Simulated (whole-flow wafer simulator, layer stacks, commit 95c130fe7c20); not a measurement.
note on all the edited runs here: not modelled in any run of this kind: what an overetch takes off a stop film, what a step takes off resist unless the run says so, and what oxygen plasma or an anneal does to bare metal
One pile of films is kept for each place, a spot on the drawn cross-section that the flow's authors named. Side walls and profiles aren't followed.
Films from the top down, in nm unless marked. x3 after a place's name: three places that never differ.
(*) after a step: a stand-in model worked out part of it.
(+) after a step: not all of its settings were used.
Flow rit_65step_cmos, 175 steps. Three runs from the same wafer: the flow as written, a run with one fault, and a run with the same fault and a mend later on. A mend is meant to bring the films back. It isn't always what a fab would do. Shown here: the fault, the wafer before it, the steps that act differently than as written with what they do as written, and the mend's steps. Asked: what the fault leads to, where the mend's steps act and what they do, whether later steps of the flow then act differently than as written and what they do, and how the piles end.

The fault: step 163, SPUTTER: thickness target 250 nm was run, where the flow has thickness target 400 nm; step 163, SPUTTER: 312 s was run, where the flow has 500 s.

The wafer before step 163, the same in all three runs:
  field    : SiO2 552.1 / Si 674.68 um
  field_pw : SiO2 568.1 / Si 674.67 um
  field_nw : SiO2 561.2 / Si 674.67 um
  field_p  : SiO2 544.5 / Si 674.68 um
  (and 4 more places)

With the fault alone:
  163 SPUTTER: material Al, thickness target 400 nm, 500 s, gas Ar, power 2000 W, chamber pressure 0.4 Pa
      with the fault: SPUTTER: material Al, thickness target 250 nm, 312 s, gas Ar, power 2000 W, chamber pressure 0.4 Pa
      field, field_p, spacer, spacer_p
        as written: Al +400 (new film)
        with the fault: Al +250 (new film)
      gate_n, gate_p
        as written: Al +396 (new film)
        with the fault: Al +250 (new film)
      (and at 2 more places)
  Later steps of the flow that act differently than as written (3 more steps differ only slightly, by at most 2% or 0.5 nm, whichever is larger, and aren't shown):
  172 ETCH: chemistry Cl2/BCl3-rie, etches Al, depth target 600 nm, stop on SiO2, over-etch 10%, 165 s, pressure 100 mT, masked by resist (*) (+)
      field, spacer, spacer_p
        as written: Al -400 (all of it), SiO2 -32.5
        with the fault: Al -250 (all of it), SiO2 -51.2
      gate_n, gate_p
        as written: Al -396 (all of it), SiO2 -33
        with the fault: Al -250 (all of it), SiO2 -51.2
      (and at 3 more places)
  At the end the piles differ from the flow's by more than 2% or 0.5 nm, whichever is larger, at field, field_pw, field_nw, field_p, gate_n, gate_p, spacer, spacer_p.
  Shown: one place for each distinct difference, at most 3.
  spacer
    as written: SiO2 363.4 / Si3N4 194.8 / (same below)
    with the fault: SiO2 344.7 / Si3N4 194.8 / (same below)
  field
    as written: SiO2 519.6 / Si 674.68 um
    with the fault: SiO2 500.9 / Si 674.68 um
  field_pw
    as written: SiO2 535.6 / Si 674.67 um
    with the fault: SiO2 516.9 / Si 674.67 um

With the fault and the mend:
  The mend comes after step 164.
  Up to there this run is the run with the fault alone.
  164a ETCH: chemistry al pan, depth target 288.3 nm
      field, field_p, gate_n, gate_p, spacer, spacer_p
        Al -250 (all of it)
      field_pw, field_nw
        Al -249.8 (all of it)
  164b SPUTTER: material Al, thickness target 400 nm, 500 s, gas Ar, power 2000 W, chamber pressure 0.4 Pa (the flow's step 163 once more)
      field, field_pw, field_p, spacer, spacer_p
        Al +400 (new film)
      gate_n, gate_p
        Al +396 (new film)
      field_nw
        Al +397.2 (new film)
  No later step of the flow acts differently than as written at any place that is followed.
  At the end the piles are the same as the flow's at every place that both follow.
